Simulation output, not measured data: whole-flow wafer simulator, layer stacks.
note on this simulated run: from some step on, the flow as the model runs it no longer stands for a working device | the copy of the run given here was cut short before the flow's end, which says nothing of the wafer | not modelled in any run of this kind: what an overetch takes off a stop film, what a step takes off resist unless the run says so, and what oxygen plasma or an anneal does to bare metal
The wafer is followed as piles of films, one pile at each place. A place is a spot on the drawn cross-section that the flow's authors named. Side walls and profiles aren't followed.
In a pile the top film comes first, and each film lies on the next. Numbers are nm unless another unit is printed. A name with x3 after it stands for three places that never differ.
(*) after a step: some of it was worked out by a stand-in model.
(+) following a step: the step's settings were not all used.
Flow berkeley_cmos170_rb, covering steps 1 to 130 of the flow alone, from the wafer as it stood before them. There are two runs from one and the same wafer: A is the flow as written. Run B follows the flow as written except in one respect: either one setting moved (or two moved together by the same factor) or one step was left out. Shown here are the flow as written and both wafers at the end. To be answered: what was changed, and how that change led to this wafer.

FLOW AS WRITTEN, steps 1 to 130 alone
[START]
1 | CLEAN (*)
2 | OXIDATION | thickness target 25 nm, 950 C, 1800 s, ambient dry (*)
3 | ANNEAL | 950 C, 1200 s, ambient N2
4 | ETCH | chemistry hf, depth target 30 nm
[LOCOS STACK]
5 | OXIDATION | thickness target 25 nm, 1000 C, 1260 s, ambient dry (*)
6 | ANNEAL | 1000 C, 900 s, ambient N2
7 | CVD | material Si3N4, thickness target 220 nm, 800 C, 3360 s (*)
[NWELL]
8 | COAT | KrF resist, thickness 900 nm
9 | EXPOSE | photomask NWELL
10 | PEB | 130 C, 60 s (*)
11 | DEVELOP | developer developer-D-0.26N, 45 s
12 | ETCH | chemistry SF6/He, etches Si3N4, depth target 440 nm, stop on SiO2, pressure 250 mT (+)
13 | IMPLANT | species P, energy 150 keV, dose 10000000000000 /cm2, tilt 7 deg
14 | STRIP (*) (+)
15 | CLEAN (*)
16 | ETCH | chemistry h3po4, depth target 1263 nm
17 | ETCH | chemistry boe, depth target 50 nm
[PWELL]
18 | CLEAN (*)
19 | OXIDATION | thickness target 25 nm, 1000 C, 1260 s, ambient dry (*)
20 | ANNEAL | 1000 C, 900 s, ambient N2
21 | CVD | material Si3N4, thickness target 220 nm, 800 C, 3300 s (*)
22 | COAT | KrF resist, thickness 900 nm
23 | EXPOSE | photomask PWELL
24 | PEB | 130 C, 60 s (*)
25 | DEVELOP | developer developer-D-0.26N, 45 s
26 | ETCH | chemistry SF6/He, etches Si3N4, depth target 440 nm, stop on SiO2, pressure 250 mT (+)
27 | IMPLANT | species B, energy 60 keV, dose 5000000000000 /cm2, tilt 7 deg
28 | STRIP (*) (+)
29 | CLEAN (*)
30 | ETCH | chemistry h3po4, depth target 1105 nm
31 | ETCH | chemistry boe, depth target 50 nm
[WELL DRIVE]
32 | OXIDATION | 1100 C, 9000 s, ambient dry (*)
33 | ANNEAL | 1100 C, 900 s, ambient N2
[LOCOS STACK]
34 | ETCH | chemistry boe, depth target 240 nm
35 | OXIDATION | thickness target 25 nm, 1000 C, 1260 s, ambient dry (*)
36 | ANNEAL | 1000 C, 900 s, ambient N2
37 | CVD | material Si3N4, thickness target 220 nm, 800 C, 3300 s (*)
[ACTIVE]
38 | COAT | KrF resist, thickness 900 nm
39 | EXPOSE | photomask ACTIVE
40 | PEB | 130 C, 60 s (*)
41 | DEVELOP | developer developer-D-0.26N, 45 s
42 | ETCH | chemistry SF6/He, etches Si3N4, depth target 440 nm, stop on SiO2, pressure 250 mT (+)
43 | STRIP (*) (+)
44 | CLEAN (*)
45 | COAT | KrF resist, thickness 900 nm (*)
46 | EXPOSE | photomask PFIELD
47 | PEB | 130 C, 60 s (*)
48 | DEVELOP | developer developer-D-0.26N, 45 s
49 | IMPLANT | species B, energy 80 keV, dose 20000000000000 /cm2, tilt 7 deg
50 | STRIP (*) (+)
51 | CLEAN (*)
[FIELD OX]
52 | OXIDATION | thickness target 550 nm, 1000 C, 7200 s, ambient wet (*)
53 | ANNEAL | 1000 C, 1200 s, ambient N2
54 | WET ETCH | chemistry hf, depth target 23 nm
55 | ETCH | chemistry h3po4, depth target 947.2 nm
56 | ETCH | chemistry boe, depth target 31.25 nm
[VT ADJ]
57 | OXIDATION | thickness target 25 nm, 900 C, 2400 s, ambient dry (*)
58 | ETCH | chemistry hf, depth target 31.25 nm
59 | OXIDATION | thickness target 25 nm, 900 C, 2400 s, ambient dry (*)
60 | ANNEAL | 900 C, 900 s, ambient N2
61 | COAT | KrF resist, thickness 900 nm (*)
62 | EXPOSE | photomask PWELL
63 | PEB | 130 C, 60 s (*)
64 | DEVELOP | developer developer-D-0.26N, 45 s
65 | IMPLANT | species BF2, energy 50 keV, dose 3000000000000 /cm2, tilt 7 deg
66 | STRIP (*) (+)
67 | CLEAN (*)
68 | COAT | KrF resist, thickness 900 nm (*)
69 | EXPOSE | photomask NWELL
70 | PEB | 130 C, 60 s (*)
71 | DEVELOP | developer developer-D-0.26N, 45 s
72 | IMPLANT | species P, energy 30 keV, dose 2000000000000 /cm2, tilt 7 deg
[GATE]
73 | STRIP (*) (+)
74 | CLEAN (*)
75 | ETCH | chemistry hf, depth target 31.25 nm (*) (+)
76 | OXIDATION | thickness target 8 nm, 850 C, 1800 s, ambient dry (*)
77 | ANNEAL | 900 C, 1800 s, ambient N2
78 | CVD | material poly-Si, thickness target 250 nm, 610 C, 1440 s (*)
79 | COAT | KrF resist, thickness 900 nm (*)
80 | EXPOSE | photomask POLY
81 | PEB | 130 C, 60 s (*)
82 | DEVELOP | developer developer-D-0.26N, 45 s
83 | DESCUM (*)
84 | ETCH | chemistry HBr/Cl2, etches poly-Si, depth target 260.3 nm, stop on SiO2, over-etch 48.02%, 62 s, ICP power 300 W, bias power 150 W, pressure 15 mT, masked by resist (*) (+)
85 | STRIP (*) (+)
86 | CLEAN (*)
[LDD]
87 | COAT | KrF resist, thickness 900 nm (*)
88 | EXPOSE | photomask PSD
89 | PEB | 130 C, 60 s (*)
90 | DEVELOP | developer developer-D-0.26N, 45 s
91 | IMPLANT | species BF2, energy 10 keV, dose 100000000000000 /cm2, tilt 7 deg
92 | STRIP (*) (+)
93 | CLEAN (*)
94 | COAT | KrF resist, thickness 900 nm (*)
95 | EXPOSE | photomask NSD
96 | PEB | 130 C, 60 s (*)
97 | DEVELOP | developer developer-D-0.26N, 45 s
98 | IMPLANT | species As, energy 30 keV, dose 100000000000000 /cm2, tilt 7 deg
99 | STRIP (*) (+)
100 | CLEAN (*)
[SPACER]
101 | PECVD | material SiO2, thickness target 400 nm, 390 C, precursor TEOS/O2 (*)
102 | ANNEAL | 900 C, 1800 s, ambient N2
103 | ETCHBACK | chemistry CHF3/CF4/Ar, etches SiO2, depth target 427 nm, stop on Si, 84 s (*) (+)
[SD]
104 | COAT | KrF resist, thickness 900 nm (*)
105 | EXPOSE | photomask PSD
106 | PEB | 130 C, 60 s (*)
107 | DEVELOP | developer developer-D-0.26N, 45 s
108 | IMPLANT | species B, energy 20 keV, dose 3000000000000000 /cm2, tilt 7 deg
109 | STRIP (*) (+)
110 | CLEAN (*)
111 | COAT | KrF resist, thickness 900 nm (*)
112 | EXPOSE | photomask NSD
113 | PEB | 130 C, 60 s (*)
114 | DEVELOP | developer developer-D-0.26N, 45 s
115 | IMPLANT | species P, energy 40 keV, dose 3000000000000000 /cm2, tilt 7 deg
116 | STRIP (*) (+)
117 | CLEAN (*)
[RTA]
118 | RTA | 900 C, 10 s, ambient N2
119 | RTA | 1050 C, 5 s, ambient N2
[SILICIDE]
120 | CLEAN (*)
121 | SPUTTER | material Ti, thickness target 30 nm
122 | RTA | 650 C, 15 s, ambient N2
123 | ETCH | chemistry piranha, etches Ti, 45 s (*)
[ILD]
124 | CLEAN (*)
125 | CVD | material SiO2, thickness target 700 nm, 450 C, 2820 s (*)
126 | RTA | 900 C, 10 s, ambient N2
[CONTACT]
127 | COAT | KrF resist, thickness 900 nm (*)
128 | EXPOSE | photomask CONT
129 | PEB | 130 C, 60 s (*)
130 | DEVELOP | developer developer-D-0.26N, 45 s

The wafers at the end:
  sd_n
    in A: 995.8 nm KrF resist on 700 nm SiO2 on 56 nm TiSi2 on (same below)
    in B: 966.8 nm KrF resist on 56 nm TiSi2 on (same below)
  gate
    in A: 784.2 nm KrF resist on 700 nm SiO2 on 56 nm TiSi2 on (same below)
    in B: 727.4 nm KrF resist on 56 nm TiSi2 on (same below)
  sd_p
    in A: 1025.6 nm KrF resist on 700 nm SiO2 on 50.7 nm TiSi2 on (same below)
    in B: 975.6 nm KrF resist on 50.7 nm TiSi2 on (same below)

What caused this: step 125, CVD: material SiO2, thickness target 700 nm, 450 C, 2820 s (*), was omitted.

How this came from the change, step by step:
  127 | COAT | KrF resist, thickness 900 nm (*)
      field: A +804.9 KrF resist (new film) | B +770.7 KrF resist (new film)
      sd_n: A +1010 KrF resist (new film) | B +981 KrF resist (new film)
      (as well as at 7 more places)
  130 | DEVELOP | developer developer-D-0.26N, 45 s
      contact: A -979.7 KrF resist (all of it) | B -954.2 KrF resist (all of it)
